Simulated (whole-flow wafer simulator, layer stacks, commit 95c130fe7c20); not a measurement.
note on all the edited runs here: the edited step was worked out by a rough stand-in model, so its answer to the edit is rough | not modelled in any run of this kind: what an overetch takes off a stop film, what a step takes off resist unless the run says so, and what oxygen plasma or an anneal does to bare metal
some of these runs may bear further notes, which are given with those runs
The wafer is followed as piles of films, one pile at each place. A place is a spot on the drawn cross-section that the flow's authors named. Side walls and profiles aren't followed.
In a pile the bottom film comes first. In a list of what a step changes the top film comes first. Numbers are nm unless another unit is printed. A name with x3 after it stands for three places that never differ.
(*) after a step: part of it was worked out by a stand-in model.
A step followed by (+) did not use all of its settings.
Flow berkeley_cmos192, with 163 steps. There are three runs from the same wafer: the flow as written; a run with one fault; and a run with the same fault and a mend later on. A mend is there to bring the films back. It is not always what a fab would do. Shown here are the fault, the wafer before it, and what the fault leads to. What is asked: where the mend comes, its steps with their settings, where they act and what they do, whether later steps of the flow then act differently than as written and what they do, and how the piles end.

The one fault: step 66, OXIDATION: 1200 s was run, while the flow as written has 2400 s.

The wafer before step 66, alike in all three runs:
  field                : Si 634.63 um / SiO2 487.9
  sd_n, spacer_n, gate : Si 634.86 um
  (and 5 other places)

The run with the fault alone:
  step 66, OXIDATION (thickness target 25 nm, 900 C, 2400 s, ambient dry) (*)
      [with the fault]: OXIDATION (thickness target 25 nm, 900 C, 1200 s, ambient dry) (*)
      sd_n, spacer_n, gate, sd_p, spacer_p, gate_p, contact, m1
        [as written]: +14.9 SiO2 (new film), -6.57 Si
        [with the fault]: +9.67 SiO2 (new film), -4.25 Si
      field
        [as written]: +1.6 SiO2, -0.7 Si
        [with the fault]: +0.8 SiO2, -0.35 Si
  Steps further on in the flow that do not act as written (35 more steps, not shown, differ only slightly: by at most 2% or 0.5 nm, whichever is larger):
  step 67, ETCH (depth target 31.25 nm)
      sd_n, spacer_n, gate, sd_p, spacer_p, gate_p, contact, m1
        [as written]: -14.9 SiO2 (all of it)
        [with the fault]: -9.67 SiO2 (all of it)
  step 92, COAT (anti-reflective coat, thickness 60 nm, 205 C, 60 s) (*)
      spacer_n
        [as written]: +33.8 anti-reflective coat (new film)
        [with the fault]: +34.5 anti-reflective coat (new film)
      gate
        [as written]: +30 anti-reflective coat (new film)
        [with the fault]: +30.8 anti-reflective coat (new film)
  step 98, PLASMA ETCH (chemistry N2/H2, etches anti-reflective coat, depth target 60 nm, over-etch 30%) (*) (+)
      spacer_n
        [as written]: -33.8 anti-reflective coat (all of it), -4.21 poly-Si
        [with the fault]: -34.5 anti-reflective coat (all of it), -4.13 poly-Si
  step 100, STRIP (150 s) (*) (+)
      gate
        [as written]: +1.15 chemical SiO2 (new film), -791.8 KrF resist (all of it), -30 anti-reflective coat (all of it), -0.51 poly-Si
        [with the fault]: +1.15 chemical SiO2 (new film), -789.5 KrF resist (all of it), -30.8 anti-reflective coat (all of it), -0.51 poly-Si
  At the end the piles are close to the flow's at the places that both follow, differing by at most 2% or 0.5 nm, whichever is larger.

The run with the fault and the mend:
  The mend stands after step 66.
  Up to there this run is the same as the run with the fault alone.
  step 66a, OXIDATION (thickness target 25 nm, 900 C, 1200 s, ambient dry) (*) (a further turn of the flow's step 66, with different settings)
      sd_n, spacer_n, gate, sd_p, spacer_p, gate_p, contact, m1
        +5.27 SiO2, -2.32 Si
      field
        +0.8 SiO2, -0.35 Si
  Every later step of the flow that is run acts as written at every place that is followed.
  The piles end the same as the flow's at every place that both follow.
